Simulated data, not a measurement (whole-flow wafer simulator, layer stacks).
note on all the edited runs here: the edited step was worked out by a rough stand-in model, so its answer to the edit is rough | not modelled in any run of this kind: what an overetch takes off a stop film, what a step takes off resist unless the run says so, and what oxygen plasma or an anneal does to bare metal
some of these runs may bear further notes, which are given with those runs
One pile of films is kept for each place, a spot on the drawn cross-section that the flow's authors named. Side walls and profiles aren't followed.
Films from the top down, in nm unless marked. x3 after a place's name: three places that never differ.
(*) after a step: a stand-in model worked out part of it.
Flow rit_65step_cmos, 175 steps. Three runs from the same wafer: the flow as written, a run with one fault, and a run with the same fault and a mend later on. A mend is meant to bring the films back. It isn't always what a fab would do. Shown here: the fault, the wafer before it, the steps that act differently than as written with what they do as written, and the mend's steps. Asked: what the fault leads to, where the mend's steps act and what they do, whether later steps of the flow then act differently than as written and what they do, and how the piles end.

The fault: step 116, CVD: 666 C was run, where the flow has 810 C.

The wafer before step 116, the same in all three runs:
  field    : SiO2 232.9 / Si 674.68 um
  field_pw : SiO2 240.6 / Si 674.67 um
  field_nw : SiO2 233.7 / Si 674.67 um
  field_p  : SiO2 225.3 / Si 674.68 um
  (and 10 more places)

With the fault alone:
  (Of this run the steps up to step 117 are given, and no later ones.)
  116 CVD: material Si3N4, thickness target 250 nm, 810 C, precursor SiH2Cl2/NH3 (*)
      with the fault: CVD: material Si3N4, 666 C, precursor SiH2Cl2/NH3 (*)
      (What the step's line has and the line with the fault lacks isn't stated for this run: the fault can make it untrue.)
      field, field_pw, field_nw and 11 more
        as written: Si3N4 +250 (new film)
        with the fault: Si3N4 +16.4 (new film)
  No later step of the flow up to step 117 acts differently than as written at any place that is followed.
  After step 117 the piles differ from the flow's by more than 2% or 0.5 nm, whichever is larger, at field, field_pw, field_nw and 11 more.
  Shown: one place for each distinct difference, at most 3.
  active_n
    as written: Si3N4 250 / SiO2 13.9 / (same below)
    with the fault: Si3N4 16.4 / SiO2 13.9 / (same below)
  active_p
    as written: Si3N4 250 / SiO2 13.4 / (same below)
    with the fault: Si3N4 16.4 / SiO2 13.4 / (same below)
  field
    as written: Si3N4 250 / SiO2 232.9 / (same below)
    with the fault: Si3N4 16.4 / SiO2 232.9 / (same below)

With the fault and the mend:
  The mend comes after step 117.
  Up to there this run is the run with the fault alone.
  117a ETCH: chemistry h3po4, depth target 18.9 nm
      field, field_pw, field_nw and 11 more
        Si3N4 -16.4 (all of it)
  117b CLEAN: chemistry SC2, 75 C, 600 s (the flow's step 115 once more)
      changes no film at any place that is followed
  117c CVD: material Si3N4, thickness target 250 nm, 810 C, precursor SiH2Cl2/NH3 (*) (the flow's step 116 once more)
      field, field_pw, field_nw and 11 more
        Si3N4 +250 (new film)
  No later step of the flow acts differently than as written at any place that is followed.
  At the end the piles are the same as the flow's at every place that both follow.
